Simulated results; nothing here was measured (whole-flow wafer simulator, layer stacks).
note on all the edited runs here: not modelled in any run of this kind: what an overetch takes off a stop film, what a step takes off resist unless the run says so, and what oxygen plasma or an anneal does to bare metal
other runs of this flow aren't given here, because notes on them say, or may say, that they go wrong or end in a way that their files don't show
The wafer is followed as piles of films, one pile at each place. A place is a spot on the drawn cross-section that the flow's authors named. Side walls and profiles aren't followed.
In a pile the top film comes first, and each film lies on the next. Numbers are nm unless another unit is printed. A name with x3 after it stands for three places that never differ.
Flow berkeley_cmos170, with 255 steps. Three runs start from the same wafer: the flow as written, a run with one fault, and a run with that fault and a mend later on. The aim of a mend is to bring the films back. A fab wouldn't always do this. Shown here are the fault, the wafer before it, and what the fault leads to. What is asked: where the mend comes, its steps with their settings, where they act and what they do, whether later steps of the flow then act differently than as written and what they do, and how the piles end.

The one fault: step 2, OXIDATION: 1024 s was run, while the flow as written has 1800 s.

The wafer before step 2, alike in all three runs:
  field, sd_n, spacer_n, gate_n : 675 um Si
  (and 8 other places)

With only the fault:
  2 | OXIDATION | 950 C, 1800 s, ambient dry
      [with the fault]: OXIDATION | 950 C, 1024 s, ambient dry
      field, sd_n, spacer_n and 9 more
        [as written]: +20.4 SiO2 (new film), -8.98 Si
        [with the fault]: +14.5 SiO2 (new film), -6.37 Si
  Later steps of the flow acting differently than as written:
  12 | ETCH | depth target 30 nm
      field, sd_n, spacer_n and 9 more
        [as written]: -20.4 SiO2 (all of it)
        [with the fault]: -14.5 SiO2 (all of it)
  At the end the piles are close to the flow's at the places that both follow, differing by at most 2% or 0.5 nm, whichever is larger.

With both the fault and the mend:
  The mend follows step 3.
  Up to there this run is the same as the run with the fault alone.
  3a | OXIDATION | 950 C, 706 s, ambient dry (the flow's step 2 again, with other settings)
      field, sd_n, spacer_n and 9 more
        +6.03 SiO2, -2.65 Si
  3b | ANNEAL | 950 C, 1200 s, ambient N2 (the flow's step 3 again)
      leaves every film unchanged at each place that is followed
  None of the later steps of the flow differs from how it acts as written, at any place that is followed, by more than 2% or 0.5 nm, whichever is larger.
  At every place that both follow, the piles at the end match the flow's.
